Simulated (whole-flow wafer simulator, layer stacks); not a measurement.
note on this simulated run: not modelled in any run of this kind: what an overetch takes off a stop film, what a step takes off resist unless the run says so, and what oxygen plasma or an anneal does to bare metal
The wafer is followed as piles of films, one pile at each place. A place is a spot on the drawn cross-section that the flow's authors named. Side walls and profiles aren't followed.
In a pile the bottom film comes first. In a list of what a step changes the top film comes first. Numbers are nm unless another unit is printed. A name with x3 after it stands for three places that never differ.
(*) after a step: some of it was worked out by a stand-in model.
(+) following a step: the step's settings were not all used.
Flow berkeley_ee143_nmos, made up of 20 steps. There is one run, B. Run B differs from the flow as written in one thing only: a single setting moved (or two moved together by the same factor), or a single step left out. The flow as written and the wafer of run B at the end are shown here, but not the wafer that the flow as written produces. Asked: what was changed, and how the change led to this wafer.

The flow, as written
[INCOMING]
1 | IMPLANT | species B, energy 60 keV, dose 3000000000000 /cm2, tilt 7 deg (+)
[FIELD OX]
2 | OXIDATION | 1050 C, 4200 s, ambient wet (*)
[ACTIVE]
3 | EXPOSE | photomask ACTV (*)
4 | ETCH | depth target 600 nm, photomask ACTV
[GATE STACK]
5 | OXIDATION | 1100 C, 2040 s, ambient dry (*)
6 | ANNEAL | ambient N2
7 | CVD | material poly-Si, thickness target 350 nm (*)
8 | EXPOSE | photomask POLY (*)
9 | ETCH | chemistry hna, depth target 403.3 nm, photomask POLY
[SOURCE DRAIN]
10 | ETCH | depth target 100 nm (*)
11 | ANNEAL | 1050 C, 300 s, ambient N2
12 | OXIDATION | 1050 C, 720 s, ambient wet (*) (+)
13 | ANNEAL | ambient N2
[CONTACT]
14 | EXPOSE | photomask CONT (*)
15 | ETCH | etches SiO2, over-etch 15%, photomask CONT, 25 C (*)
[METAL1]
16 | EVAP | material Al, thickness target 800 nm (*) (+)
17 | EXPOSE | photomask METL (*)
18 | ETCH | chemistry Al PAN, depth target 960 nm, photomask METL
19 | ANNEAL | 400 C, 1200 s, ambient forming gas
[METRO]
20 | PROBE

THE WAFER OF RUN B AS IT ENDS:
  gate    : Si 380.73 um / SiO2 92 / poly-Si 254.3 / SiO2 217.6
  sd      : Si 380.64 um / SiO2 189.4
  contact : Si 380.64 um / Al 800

What caused this: step 4, ETCH: depth target 530 nm was run, while the flow as written has depth target 600 nm.

How this came from the change, step by step:
  4 | ETCH | depth target 600 nm, photomask ACTV
      gate, sd, contact: -530 SiO2 (in the flow as written it would be: -566.4 SiO2 (all of it))
  5 | OXIDATION | 1100 C, 2040 s, ambient dry (*)
      gate, sd, contact: +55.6 SiO2, -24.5 Si (in the flow as written it would be: +79.7 SiO2 (new film), -35.1 Si)
  10 | ETCH | depth target 100 nm (*)
      sd, contact: -92 SiO2 (all of it) (in the flow as written it would be: -79.7 SiO2 (all of it))
